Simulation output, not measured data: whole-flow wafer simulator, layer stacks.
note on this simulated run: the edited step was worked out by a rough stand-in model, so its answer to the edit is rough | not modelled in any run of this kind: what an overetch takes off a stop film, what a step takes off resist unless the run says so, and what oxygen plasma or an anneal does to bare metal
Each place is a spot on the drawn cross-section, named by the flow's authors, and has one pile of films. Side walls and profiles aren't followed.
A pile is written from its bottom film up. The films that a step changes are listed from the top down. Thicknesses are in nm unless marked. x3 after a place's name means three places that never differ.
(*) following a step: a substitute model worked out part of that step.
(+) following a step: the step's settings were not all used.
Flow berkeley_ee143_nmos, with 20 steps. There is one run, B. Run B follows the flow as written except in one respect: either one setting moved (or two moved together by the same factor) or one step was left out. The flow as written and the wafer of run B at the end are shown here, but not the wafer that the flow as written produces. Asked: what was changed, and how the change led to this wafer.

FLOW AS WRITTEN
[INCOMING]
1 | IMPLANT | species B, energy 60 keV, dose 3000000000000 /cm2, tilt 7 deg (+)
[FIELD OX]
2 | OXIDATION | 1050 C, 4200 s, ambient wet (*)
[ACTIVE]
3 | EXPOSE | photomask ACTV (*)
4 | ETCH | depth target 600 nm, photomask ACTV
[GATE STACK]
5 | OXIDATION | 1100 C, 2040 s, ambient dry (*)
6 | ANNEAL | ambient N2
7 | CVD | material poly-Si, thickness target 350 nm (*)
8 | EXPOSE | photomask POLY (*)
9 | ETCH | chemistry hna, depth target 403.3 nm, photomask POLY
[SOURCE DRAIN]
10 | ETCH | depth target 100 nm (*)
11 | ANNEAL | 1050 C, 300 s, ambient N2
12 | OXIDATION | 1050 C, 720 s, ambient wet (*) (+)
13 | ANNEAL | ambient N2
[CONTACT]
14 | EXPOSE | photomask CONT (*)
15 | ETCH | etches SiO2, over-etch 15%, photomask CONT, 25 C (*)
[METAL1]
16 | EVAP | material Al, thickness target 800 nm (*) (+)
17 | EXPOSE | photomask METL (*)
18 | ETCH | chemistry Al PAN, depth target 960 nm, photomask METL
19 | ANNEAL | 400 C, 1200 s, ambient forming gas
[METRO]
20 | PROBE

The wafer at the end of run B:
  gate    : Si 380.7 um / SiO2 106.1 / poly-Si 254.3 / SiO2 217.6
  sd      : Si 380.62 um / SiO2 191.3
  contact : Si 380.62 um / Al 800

The reason: step 5, OXIDATION: 3264 s was run, whereas the flow has 2040 s.

The path from the change to this, step by step:
  5 | OXIDATION | 1100 C, 2040 s, ambient dry (*)
      gate, sd, contact: +106.1 SiO2 (new film), -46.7 Si (as written it would have been: +79.7 SiO2 (new film), -35.1 Si)
      field: +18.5 SiO2, -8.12 Si (as written it would have been: +11.6 SiO2, -5.1 Si)
  10 | ETCH | depth target 100 nm (*)
      sd, contact: -100 SiO2 (as written it would have been: -79.7 SiO2 (all of it))
  12 | OXIDATION | 1050 C, 720 s, ambient wet (*) (+)
      sd, contact: +185.2 SiO2, -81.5 Si (as written it would have been: +189.4 SiO2 (new film), -83.4 Si)
